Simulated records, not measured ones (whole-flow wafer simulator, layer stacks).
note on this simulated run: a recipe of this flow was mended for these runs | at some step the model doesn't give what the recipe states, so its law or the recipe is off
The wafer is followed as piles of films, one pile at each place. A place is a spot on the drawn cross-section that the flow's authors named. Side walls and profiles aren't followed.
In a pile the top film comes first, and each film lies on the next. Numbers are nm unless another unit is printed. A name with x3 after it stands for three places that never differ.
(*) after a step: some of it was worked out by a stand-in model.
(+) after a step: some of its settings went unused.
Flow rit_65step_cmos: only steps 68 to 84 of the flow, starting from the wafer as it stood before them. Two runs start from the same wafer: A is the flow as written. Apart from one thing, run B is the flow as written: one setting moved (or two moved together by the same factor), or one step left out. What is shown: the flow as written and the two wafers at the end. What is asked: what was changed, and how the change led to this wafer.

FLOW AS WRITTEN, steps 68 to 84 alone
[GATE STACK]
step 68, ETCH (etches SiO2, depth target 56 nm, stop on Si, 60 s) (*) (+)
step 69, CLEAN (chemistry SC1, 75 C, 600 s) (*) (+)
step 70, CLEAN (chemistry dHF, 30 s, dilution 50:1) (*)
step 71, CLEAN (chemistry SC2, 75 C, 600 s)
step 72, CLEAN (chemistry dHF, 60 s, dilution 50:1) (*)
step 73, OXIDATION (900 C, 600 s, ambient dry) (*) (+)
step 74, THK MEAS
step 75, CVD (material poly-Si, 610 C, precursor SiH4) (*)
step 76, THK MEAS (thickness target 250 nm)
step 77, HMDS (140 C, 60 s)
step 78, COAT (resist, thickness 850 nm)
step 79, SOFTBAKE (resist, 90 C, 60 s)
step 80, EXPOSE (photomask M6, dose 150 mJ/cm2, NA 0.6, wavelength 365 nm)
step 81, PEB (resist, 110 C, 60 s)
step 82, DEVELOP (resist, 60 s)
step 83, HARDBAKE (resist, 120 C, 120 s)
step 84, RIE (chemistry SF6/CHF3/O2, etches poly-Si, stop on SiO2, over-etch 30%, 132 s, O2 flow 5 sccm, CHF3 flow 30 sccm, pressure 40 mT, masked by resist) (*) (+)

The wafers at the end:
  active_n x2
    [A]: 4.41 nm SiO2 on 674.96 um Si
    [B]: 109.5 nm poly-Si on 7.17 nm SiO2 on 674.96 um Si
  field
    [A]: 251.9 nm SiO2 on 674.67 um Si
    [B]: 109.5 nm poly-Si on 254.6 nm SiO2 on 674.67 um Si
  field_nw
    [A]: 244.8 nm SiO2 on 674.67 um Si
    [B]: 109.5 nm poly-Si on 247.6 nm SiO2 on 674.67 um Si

Cause: step 75, CVD: 645 C was run, whereas the flow has 610 C.

Step by step, how the change led to this:
  step 75, CVD (material poly-Si, 610 C, precursor SiH4) (*)
      field, field_pw, field_nw and 11 more: A poly-Si gains 250 (new film) | B poly-Si gains 434.5 (new film)
  step 84, RIE (chemistry SF6/CHF3/O2, etches poly-Si, stop on SiO2, over-etch 30%, 132 s, O2 flow 5 sccm, CHF3 flow 30 sccm, pressure 40 mT, masked by resist) (*) (+)
      field, field_pw, field_nw and 9 more: A poly-Si loses 250 (all of it), SiO2 loses 2.76 | B poly-Si loses 325
